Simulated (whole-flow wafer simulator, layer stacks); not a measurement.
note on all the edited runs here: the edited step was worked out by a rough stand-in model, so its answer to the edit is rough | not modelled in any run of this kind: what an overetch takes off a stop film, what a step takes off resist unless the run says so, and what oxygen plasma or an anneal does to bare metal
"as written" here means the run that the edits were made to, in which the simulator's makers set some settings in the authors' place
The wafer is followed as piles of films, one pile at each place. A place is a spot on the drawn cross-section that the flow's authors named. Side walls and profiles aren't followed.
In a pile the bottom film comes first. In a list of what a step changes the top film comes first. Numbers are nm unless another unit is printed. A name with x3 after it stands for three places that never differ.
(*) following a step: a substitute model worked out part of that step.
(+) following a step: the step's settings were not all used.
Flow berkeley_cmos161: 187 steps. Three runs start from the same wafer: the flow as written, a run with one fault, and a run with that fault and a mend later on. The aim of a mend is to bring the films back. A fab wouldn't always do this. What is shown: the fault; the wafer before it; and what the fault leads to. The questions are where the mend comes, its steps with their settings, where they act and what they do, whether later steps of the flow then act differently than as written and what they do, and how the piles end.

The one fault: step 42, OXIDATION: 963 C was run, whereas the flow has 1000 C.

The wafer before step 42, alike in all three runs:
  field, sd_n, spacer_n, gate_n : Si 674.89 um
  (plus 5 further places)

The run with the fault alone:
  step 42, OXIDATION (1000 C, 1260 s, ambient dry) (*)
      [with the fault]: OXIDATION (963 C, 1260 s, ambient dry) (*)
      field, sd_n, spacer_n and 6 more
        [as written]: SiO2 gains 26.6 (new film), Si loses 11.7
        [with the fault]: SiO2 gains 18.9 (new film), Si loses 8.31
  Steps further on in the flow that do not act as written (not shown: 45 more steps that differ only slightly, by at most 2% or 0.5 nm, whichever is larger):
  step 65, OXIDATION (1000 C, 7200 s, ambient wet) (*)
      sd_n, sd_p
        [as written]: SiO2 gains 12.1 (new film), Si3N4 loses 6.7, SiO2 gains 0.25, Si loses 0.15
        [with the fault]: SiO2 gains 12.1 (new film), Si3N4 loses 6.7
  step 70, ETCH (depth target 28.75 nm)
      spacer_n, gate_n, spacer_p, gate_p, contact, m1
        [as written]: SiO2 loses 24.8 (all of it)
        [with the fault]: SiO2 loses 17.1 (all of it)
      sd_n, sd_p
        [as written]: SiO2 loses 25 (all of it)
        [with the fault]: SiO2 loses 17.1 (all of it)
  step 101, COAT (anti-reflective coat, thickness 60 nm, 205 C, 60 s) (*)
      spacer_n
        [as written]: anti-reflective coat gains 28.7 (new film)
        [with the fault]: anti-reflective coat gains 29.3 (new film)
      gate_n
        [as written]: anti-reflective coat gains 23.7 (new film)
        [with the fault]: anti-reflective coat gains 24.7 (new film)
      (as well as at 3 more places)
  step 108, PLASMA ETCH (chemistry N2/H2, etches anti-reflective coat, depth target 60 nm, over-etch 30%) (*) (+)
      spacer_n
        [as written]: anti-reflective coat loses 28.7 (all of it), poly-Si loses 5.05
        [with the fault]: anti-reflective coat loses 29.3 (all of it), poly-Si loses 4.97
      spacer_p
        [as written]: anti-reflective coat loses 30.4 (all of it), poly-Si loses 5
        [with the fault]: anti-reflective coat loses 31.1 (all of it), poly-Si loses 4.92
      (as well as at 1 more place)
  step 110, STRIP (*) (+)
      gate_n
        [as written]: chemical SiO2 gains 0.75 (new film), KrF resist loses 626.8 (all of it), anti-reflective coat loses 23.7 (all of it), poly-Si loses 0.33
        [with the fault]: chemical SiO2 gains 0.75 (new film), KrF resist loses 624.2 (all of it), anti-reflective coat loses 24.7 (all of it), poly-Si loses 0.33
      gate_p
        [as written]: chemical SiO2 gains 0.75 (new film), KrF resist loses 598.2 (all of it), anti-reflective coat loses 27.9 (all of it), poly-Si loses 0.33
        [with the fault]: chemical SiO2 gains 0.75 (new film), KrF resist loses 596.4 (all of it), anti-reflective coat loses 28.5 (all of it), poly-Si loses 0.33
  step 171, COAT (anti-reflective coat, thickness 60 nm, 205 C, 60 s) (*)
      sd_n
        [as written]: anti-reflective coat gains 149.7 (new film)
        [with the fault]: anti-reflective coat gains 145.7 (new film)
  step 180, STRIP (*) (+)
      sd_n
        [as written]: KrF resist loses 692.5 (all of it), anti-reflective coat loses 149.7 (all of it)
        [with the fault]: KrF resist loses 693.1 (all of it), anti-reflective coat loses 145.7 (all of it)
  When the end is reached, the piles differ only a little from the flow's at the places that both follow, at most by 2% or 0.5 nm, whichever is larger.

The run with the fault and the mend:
  After step 43 comes the mend.
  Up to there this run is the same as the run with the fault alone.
  step 43a, OXIDATION (1000 C, 480 s, ambient dry) (*) (the flow's step 42 again, with other settings)
      field, sd_n, spacer_n and 6 more
        SiO2 gains 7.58, Si loses 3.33
  None of the later steps of the flow differs from how it acts as written, at any place that is followed, by more than 2% or 0.5 nm, whichever is larger.
  By the end, the piles equal the flow's at every place that both follow.
